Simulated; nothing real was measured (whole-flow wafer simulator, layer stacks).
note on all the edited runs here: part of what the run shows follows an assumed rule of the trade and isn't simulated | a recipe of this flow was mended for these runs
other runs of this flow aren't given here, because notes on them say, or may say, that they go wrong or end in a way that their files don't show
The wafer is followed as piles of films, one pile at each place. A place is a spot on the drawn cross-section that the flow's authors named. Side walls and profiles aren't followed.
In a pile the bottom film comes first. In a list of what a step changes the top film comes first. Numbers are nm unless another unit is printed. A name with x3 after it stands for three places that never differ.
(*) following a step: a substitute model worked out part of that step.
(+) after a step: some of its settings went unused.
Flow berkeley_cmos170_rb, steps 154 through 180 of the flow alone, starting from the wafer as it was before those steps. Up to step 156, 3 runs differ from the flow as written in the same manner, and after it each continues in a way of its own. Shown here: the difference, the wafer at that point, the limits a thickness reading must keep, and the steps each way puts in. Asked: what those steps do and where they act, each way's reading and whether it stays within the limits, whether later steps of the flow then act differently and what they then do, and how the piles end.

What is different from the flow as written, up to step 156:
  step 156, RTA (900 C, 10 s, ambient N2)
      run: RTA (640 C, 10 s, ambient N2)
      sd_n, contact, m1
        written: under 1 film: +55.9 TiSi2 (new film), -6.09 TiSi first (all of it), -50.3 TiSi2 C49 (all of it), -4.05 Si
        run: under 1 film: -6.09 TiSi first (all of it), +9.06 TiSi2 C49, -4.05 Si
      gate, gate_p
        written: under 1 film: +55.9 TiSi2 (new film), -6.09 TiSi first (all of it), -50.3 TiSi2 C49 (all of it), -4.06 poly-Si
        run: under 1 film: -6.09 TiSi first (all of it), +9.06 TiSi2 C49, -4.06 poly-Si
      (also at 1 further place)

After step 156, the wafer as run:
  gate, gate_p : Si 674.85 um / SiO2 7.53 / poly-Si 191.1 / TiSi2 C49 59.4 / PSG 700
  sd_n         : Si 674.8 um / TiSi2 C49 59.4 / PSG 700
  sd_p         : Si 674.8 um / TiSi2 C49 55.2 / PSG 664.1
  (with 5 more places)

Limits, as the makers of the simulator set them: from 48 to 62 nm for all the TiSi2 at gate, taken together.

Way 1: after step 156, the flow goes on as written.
  Reading after step 156: 0 nm, not within the limits.
  Steps further on in the flow that do not act as written (11 more steps, not shown, differ only slightly: by at most 2% or 0.5 nm, whichever is larger):
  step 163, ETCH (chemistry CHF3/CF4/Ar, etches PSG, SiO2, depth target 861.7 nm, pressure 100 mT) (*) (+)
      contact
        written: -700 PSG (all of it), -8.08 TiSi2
        way: -700 PSG (all of it)
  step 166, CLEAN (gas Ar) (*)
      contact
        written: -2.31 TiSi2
        way: -2.44 TiSi2 C49
  The piles end different from the flow's at sd_n, gate, sd_p, gate_p, contact, m1 by more than 2% or 0.5 nm, whichever is larger.
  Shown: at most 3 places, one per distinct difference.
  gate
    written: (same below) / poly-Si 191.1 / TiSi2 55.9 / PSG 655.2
    way: (same below) / poly-Si 191.1 / TiSi2 C49 59.4 / PSG 655.2
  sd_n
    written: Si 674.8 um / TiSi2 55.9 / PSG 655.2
    way: Si 674.8 um / TiSi2 C49 59.4 / PSG 655.2
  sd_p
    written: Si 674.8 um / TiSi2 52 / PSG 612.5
    way: Si 674.8 um / TiSi2 C49 55.2 / PSG 612.7

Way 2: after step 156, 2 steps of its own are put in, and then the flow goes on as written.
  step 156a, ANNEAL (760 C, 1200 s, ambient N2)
      sd_n, gate, gate_p, contact, m1
        under 1 film: +55.9 TiSi2 (new film), -59.4 TiSi2 C49 (all of it)
      sd_p
        under 1 film: +52 TiSi2 (new film), -55.2 TiSi2 C49 (all of it)
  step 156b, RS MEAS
      alters no film at any place that is followed
  Reading after step 156b: 55.9 nm, inside the limits.
  Later steps of the flow that are run all act as written at every place that is followed.
  The piles end the same as the flow's at every place that both follow.

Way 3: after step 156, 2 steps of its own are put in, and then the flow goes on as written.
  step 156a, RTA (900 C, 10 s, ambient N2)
      sd_n, gate, gate_p, contact, m1
        under 1 film: +55.9 TiSi2 (new film), -59.4 TiSi2 C49 (all of it)
      sd_p
        under 1 film: +52 TiSi2 (new film), -55.2 TiSi2 C49 (all of it)
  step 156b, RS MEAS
      alters no film at any place that is followed
  Reading after step 156b: 55.9 nm, inside the limits.
  Later steps of the flow that are run all act as written at every place that is followed.
  The piles end the same as the flow's at every place that both follow.

The limits are kept by: way 2, way 3. They are not kept by: way 1.
